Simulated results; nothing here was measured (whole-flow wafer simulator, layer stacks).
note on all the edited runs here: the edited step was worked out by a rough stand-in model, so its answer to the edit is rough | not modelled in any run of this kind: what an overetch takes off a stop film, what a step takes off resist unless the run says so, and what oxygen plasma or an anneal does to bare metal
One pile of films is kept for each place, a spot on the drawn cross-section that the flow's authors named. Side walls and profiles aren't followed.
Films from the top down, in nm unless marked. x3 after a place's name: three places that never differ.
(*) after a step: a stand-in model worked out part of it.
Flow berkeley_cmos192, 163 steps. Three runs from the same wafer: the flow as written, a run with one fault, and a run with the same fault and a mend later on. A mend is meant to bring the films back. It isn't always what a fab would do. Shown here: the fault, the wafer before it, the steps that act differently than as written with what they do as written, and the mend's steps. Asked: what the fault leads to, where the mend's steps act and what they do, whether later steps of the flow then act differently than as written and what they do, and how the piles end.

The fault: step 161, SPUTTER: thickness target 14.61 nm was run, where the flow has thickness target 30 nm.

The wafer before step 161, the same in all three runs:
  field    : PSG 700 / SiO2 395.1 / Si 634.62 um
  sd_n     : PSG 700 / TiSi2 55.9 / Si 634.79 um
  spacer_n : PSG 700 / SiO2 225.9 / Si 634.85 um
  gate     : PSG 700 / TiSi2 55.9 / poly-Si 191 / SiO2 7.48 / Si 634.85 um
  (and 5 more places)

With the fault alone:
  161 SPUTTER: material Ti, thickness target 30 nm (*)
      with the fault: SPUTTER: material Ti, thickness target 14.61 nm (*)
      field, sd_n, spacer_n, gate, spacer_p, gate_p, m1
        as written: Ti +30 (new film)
        with the fault: Ti +14.6 (new film)
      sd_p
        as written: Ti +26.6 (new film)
        with the fault: Ti +13 (new film)
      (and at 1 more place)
  No later step of the flow acts differently than as written, at any place that is followed, by more than 2% or 0.5 nm, whichever is larger.
  At the end the piles differ from the flow's by more than 2% or 0.5 nm, whichever is larger, at field, sd_n, spacer_n and 6 more.
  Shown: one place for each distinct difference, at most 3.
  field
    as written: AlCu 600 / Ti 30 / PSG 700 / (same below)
    with the fault: AlCu 600 / Ti 14.6 / PSG 700 / (same below)
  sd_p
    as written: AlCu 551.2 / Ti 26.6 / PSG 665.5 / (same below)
    with the fault: AlCu 552 / Ti 13 / PSG 665.5 / (same below)
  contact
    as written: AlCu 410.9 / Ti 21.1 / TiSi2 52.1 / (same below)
    with the fault: AlCu 413.4 / Ti 10.3 / TiSi2 52.1 / (same below)

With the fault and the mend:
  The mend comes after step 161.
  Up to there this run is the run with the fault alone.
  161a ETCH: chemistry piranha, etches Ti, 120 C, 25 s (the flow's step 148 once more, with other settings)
      field, sd_n, spacer_n, gate, spacer_p, gate_p, m1
        Ti -14.6 (all of it)
      sd_p
        Ti -13 (all of it)
      contact
        Ti -10.3 (all of it), TiSi2 -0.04
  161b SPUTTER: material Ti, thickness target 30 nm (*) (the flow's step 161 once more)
      field, sd_n, spacer_n, gate, spacer_p, gate_p, m1
        Ti +30 (new film)
      sd_p
        Ti +26.6 (new film)
      contact
        Ti +21.1 (new film)
  No later step of the flow acts differently than as written at any place that is followed.
  At the end the piles differ from the flow's only slightly at the places that both follow, by at most 2% or 0.5 nm, whichever is larger.
